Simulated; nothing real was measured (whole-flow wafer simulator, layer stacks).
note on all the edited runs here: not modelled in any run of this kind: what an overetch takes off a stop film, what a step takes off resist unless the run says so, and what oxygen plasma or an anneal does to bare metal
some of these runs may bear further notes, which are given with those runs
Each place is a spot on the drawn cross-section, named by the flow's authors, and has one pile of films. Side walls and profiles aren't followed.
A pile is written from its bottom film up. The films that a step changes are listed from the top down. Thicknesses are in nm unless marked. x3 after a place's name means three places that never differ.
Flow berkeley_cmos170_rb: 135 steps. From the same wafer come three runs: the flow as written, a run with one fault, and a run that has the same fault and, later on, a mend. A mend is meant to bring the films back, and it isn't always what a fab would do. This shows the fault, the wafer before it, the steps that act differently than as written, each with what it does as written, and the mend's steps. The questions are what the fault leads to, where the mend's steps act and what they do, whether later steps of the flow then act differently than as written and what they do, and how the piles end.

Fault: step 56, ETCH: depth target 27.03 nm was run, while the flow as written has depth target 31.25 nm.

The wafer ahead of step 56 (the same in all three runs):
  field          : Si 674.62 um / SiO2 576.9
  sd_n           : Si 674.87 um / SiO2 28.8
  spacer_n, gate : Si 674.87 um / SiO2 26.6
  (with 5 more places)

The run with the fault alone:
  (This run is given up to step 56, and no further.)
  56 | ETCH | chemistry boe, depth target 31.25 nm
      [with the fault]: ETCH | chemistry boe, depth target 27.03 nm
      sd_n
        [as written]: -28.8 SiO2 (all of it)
        [with the fault]: -27 SiO2
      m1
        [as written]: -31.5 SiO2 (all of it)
        [with the fault]: -27 SiO2
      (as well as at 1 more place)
  After step 56, at sd_n, m1, the piles differ from the flow's by more than 2% or 0.5 nm, whichever is larger.
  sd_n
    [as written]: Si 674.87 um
    [with the fault]: Si 674.87 um / SiO2 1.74
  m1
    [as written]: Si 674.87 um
    [with the fault]: Si 674.87 um / SiO2 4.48

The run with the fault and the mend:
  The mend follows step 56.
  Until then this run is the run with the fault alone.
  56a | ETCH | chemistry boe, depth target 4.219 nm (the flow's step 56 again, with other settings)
      field
        -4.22 SiO2
      sd_n
        -1.74 SiO2 (all of it)
      m1
        -4.48 SiO2 (all of it)
  None of the later steps of the flow differs from how it acts as written, at any place that is followed, by more than 2% or 0.5 nm, whichever is larger.
  At every place that both follow, the piles at the end match the flow's.
